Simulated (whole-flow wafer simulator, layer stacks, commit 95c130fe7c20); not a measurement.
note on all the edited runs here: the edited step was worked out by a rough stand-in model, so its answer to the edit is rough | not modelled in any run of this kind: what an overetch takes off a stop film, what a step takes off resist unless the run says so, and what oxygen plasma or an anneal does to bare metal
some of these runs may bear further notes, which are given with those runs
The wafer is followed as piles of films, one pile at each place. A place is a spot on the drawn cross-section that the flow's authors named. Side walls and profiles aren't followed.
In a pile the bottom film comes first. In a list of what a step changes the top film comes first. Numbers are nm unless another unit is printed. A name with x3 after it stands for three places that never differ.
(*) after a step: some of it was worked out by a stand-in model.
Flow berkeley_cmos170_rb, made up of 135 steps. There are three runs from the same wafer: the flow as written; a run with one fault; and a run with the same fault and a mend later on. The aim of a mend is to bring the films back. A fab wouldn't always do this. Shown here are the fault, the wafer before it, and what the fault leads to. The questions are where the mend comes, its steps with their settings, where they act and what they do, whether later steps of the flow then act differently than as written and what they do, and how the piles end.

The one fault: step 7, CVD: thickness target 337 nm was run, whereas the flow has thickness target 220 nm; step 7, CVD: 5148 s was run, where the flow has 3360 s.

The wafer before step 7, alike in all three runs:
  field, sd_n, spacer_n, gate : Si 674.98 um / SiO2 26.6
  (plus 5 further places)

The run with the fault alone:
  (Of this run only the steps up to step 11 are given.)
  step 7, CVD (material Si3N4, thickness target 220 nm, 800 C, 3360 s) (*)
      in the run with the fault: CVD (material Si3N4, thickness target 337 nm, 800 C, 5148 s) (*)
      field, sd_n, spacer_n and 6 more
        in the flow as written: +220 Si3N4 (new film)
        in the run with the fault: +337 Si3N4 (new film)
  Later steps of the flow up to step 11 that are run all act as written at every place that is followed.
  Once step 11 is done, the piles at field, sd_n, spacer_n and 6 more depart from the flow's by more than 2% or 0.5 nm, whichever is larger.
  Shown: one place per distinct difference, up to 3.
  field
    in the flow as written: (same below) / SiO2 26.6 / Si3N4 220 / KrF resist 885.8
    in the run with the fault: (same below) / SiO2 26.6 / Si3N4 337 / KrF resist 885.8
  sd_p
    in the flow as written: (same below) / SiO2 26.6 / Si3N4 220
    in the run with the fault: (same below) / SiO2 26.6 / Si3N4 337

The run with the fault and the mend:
  The mend follows step 7.
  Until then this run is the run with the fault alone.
  step 7a, ETCH (chemistry h3po4, depth target 117 nm)
      field, sd_n, spacer_n and 6 more
        -117 Si3N4
  Later steps of the flow that are run all act as written at every place that is followed.
  By the end, the piles equal the flow's at every place that both follow.
